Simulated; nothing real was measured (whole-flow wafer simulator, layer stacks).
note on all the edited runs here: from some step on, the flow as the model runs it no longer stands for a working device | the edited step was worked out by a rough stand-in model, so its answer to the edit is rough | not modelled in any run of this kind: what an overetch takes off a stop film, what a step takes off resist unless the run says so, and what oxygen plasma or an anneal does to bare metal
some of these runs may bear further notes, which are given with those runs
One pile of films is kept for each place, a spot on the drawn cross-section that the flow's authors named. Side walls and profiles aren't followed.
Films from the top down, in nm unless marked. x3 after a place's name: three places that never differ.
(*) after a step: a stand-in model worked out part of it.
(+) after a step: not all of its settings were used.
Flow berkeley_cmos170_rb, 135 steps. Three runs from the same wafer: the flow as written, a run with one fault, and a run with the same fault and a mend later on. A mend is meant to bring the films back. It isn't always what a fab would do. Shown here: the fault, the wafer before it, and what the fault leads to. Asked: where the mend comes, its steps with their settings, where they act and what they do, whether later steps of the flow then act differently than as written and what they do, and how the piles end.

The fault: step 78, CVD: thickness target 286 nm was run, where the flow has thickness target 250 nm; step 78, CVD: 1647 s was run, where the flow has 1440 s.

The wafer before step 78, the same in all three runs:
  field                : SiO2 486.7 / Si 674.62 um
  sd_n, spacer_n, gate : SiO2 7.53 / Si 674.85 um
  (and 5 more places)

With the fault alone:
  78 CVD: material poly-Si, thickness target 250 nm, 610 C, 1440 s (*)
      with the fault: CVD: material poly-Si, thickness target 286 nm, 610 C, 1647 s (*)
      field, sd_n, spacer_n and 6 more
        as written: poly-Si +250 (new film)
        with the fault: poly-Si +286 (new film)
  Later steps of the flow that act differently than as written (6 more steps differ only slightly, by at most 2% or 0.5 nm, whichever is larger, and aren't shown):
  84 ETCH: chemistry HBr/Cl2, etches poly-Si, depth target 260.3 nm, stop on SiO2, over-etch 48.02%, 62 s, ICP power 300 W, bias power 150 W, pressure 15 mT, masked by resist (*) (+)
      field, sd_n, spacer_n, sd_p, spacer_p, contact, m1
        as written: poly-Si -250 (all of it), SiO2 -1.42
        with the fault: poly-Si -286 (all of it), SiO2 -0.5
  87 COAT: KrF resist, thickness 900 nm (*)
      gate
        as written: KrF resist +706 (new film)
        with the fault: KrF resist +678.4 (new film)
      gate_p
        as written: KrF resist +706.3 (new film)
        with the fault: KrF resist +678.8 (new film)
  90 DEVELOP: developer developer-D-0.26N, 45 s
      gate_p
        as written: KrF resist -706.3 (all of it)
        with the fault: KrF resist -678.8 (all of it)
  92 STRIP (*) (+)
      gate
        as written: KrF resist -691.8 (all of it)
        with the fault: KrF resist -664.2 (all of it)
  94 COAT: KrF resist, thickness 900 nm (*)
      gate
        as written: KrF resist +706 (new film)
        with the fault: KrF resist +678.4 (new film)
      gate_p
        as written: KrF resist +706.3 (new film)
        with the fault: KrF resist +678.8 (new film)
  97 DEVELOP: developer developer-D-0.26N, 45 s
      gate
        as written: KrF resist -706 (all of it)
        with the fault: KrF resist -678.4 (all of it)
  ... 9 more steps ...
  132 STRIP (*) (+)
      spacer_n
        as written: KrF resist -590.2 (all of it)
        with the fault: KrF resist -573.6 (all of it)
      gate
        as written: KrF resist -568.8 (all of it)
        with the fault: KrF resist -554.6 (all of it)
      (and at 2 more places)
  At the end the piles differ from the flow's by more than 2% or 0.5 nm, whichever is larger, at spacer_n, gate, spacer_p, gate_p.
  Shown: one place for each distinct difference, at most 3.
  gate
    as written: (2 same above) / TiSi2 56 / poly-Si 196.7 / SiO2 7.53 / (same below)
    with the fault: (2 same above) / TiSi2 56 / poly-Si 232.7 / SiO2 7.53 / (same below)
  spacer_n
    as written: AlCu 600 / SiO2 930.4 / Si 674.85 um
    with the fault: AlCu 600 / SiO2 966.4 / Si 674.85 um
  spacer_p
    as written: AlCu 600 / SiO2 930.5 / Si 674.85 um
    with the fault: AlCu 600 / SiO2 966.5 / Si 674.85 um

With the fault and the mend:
  The mend comes after step 78.
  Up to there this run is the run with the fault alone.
  78a ETCH: chemistry tmah, depth target 36 nm
      field, sd_n, spacer_n and 6 more
        poly-Si -36
  No later step of the flow acts differently than as written at any place that is followed.
  At the end the piles are the same as the flow's at every place that both follow.
